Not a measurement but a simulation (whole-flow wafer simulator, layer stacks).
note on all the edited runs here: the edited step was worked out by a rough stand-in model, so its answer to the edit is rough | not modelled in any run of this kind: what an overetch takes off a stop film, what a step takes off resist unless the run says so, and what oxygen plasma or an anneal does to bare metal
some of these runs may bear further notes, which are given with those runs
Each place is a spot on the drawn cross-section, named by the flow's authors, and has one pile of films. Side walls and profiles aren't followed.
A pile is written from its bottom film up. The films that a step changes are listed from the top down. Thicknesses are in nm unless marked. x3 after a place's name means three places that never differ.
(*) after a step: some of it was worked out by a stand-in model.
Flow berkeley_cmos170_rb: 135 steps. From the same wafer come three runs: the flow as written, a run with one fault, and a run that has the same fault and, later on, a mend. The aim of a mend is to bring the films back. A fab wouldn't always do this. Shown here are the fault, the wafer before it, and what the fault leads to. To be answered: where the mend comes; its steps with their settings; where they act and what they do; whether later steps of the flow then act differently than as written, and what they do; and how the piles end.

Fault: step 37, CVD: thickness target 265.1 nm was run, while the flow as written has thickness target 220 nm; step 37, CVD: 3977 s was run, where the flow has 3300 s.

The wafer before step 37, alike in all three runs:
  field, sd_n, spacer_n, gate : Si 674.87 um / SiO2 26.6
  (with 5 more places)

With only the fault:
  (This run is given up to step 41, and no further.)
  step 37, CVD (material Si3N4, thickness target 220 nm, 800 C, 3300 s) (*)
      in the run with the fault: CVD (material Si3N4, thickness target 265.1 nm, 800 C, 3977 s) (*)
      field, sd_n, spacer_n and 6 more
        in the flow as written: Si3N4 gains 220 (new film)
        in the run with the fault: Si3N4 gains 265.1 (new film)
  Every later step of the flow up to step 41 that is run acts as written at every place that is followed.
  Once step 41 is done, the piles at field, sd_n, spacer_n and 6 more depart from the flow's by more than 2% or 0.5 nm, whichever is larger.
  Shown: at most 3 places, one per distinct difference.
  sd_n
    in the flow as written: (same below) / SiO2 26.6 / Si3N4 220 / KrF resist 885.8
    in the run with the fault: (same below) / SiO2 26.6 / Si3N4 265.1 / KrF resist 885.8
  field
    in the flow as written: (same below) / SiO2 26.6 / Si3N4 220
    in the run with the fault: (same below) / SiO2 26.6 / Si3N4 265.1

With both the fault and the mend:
  The mend follows step 37.
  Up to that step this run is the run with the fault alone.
  step 37a, ETCH (chemistry h3po4, depth target 305 nm) (the flow's step 30, run once more with other settings)
      field, sd_n, spacer_n and 6 more
        Si3N4 loses 265.1 (all of it)
  step 37b, CLEAN (*)
      leaves every film unchanged at each place that is followed
  step 37c, CVD (material Si3N4, thickness target 220 nm, 800 C, 3300 s) (*) (the flow's step 37, run once more)
      field, sd_n, spacer_n and 6 more
        Si3N4 gains 220 (new film)
  Every later step of the flow that is run acts as written at every place that is followed.
  By the end, the piles equal the flow's at every place that both follow.
